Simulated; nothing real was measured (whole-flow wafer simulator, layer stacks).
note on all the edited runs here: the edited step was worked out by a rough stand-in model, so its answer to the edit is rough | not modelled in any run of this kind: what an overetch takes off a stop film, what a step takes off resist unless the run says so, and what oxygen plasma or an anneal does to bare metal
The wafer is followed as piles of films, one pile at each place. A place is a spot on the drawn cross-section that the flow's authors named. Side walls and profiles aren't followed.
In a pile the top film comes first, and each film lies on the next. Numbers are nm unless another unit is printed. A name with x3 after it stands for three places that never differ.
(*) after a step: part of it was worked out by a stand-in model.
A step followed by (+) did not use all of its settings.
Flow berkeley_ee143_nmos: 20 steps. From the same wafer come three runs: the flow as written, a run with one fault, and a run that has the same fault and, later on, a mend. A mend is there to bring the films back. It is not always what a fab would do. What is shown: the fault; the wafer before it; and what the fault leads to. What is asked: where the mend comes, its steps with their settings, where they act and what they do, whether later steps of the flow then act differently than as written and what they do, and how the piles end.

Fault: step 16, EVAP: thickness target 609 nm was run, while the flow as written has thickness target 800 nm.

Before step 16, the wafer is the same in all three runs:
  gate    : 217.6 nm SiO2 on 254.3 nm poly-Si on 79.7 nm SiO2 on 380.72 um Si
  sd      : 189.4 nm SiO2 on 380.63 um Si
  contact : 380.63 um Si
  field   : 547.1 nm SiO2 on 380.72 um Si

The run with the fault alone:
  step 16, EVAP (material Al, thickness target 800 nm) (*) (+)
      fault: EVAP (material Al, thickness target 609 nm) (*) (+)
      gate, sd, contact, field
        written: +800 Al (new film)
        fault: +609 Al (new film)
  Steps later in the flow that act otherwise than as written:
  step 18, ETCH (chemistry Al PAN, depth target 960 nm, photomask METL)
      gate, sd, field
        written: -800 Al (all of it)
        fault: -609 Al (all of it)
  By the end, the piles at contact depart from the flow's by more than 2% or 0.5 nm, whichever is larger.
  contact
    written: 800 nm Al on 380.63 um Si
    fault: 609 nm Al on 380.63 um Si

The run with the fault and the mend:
  The mend stands after step 16.
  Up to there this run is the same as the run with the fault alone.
  step 16a, EVAP (material Al, thickness target 191 nm) (*) (+) (the flow's step 16 again, with other settings)
      gate, sd, contact, field
        +191 Al
  Every later step of the flow that is run acts as written at every place that is followed.
  The piles end the same as the flow's at every place that both follow.
